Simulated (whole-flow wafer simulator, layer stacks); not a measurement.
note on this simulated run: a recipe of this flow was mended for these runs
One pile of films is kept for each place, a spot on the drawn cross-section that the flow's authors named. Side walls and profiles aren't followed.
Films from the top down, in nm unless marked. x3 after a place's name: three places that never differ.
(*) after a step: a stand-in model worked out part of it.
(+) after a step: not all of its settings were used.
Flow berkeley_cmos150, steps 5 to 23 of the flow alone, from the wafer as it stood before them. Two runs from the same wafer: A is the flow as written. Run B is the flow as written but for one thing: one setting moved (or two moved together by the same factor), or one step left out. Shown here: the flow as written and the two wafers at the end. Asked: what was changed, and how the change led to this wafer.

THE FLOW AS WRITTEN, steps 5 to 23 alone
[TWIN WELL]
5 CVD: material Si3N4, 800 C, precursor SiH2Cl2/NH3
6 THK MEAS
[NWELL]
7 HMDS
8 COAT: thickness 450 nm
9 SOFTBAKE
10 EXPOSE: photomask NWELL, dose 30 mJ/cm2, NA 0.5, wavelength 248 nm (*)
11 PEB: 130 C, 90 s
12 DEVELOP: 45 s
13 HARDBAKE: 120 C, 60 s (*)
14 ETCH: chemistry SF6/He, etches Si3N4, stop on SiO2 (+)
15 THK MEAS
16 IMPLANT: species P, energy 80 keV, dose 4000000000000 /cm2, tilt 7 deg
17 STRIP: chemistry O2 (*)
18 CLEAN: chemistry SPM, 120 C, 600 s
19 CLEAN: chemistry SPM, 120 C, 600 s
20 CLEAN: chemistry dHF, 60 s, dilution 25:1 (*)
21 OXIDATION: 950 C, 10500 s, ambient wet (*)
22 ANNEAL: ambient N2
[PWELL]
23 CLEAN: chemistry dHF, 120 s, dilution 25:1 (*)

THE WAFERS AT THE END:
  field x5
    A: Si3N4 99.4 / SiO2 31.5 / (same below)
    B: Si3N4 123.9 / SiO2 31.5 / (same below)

The cause: step 5, CVD: 823 C was run, where the flow has 800 C.

How the change led to this, step by step:
  5 CVD: material Si3N4, 800 C, precursor SiH2Cl2/NH3
      field x5, field_p x3: A Si3N4 +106 (new film) | B Si3N4 +130.6 (new film)
  14 ETCH: chemistry SF6/He, etches Si3N4, stop on SiO2 (+)
      field x5: A KrF-resist -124 | B KrF-resist -150.6
      field_p x3: A Si3N4 -106 (all of it), SiO2 -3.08 | B Si3N4 -130.6 (all of it), SiO2 -3.08
  17 STRIP: chemistry O2 (*)
      field x5: A KrF-resist -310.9 (all of it) | B KrF-resist -284.3 (all of it)
